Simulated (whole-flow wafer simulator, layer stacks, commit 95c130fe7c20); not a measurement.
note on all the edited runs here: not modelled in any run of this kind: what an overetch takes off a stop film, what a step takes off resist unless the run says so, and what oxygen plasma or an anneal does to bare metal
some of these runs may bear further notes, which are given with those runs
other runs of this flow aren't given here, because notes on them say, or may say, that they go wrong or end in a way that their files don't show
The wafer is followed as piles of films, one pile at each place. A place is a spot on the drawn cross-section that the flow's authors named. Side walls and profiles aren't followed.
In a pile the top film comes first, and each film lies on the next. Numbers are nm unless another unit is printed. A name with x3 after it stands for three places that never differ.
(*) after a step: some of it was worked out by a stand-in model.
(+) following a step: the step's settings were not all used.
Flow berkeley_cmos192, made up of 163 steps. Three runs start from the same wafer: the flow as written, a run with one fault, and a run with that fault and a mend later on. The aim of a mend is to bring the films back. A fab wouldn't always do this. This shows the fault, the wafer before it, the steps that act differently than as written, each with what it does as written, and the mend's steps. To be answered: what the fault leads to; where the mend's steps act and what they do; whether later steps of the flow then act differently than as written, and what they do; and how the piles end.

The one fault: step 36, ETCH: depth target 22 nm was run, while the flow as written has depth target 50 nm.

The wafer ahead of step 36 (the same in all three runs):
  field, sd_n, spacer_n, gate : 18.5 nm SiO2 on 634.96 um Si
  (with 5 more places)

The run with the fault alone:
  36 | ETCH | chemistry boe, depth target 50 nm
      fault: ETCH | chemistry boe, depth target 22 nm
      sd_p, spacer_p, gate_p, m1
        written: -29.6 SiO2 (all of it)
        fault: -22 SiO2
  Later steps of the flow acting differently than as written (not shown: 43 more steps that differ only slightly, by at most 2% or 0.5 nm, whichever is larger):
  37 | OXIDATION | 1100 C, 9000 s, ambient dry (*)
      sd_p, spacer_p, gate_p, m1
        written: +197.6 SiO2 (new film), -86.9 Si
        fault: +191.5 SiO2, -84.3 Si
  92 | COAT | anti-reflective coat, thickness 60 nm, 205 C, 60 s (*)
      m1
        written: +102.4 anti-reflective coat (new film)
        fault: +100.1 anti-reflective coat (new film)
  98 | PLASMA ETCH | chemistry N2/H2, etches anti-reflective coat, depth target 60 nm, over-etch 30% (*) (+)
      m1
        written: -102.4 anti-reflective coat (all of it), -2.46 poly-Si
        fault: -100.1 anti-reflective coat (all of it), -2.51 poly-Si
  The piles end only slightly different from the flow's at the places that both follow, by no more than 2% or 0.5 nm, whichever is larger.

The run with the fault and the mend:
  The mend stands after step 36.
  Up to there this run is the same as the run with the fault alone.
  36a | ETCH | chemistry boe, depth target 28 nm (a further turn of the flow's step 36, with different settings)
      sd_p, spacer_p, gate_p, m1
        -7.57 SiO2 (all of it)
  Every later step of the flow that is run acts as written at every place that is followed.
  At every place that both follow, the piles at the end match the flow's.
